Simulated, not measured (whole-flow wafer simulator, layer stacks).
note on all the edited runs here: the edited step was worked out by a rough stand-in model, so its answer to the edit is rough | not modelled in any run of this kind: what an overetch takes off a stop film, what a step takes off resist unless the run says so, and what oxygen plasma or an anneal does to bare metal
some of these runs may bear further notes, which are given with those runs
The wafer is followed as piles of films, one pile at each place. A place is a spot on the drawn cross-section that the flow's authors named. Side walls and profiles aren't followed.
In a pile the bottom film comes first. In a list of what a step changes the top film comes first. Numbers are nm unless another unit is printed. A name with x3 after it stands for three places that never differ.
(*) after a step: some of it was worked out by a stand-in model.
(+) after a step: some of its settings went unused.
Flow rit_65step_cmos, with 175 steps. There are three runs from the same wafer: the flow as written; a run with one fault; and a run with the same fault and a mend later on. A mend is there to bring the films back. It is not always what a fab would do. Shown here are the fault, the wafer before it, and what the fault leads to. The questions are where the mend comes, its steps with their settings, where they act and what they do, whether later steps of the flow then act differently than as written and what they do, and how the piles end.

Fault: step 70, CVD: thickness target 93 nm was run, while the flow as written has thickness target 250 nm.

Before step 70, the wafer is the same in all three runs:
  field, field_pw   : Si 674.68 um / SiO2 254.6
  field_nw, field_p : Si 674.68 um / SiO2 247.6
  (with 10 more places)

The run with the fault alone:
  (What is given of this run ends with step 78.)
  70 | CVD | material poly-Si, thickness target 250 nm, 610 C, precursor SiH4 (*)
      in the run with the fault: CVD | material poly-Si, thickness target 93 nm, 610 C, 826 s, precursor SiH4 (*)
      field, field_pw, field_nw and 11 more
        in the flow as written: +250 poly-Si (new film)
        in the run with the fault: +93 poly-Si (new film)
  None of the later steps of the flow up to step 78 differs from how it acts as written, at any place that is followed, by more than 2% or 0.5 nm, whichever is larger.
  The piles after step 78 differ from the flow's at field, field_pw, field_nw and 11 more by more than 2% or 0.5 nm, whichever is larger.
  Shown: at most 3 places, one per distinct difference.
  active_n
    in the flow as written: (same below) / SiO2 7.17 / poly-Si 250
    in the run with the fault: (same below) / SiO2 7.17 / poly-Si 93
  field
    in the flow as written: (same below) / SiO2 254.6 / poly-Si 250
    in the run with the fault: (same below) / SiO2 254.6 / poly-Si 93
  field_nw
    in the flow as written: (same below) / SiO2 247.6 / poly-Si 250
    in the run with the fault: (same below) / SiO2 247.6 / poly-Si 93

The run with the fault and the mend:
  The mend follows step 78.
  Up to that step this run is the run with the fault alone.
  78a | STRIP | resist, chemistry O2, 180 s (*)
      field, field_pw, field_nw and 9 more
        +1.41 chemical SiO2 (new film), -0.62 poly-Si
      gate_n, gate_p
        +1.33 chemical SiO2 (new film), -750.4 resist (all of it), -0.59 poly-Si
  78b | CLEAN | chemistry SC2, 75 C, 600 s (*) (the flow's step 66 again)
      leaves every film unchanged at each place that is followed
  78c | CVD | material poly-Si, thickness target 157 nm, 610 C, precursor SiH4 (*) (the flow's step 70 again, with other settings)
      field, field_pw, field_nw and 11 more
        +157 poly-Si (new film)
  78d | HMDS | 140 C, 60 s (the flow's step 72 again)
      leaves every film unchanged at each place that is followed
  78e | COAT | resist, thickness 850 nm (the flow's step 73 again)
      active_n, active_p, sd_p
        +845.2 resist (new film)
      gate_n, gate_p, sd_n
        +846.9 resist (new film)
      spacer, spacer_p
        +846.8 resist (new film)
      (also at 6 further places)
  78f | SOFTBAKE | resist, 90 C, 60 s (the flow's step 74 again)
      leaves every film unchanged at each place that is followed
  78g | EXPOSE | photomask M6, dose 380 mJ/cm2, NA 0.6, wavelength 365 nm (the flow's step 75 again)
      leaves every film unchanged at each place that is followed
  78h | PEB | resist, 110 C, 60 s (the flow's step 76 again)
      gate_n, gate_p, spacer, spacer_p, sd_n, contact, m1
        -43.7 resist
      active_n, active_p, sd_p
        -43.6 resist
      field
        -45.3 resist
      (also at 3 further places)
  78i | DEVELOP | resist, thickness 850 nm, 50 s (the flow's step 77 again)
      active_n, active_p
        -801.6 resist (all of it)
      spacer, spacer_p
        -803.1 resist (all of it)
      field
        -832.7 resist (all of it)
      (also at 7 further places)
  78j | HARDBAKE | resist, 140 C, 60 s (the flow's step 78 again)
      gate_n, gate_p
        -52.7 resist
  Steps later in the flow that act otherwise than as written (not shown: 33 more steps that differ only slightly, by at most 2% or 0.5 nm, whichever is larger):
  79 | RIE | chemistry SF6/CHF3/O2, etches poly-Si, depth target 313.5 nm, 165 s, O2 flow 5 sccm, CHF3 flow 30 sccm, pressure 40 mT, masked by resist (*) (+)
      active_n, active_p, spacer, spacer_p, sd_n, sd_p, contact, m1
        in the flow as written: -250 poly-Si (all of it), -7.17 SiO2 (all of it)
        in the run with the mend: -157 poly-Si (all of it), -1.41 chemical SiO2 (all of it), -92.4 poly-Si (all of it), -7.17 SiO2 (all of it)
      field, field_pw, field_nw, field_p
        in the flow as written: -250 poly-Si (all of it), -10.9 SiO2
        in the run with the mend: -157 poly-Si (all of it), -1.41 chemical SiO2 (all of it), -92.4 poly-Si (all of it), -9.65 SiO2
  The piles end different from the flow's at gate_n, gate_p by more than 2% or 0.5 nm, whichever is larger.
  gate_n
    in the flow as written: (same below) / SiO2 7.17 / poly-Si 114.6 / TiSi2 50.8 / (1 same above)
    in the run with the mend: (same below) / SiO2 7.17 / poly-Si 92.4 / chemical SiO2 1.33 / poly-Si 21.6 / TiSi2 50.8 / (1 same above)
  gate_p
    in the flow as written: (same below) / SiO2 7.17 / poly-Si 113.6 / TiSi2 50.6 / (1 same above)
    in the run with the mend: (same below) / SiO2 7.17 / poly-Si 92.4 / chemical SiO2 1.33 / poly-Si 20.6 / TiSi2 50.6 / (1 same above)
